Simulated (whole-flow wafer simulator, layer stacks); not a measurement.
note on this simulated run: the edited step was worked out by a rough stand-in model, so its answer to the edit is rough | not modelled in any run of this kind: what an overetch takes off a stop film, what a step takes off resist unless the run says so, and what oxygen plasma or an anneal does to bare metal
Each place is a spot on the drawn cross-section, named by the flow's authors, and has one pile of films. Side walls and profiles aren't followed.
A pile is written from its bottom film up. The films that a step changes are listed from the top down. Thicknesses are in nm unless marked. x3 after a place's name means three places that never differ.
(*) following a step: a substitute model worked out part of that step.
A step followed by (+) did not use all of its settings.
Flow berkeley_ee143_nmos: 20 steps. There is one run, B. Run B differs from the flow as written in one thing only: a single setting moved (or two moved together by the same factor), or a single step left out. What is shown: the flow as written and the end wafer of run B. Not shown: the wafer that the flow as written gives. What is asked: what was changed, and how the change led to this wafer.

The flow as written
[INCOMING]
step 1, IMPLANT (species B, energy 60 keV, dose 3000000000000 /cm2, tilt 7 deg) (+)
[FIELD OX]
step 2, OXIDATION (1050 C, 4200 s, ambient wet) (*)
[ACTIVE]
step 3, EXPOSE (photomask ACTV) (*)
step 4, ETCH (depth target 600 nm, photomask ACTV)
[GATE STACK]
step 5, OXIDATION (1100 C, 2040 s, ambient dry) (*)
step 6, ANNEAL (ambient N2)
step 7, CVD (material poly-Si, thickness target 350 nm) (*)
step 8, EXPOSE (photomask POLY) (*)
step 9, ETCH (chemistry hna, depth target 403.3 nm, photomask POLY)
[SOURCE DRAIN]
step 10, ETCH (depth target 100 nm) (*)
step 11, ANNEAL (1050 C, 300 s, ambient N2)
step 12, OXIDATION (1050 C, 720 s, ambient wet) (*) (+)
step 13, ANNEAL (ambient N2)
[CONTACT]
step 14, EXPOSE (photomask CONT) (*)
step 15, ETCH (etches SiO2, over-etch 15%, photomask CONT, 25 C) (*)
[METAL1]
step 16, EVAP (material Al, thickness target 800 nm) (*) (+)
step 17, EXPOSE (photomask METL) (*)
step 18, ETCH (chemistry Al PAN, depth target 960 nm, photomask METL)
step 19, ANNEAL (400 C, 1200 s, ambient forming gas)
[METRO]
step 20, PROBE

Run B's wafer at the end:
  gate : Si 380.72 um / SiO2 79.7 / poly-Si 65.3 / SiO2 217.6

Cause: step 7, CVD: thickness target 161 nm was run, while the flow as written has thickness target 350 nm.

Step by step, how the change led to this:
  step 7, CVD (material poly-Si, thickness target 350 nm) (*)
      gate, sd, contact, field: poly-Si gains 161 (new film) (in the flow as written it would be: poly-Si gains 350 (new film))
  step 9, ETCH (chemistry hna, depth target 403.3 nm, photomask POLY)
      sd, contact, field: poly-Si loses 161 (all of it) (in the flow as written it would be: poly-Si loses 350 (all of it))
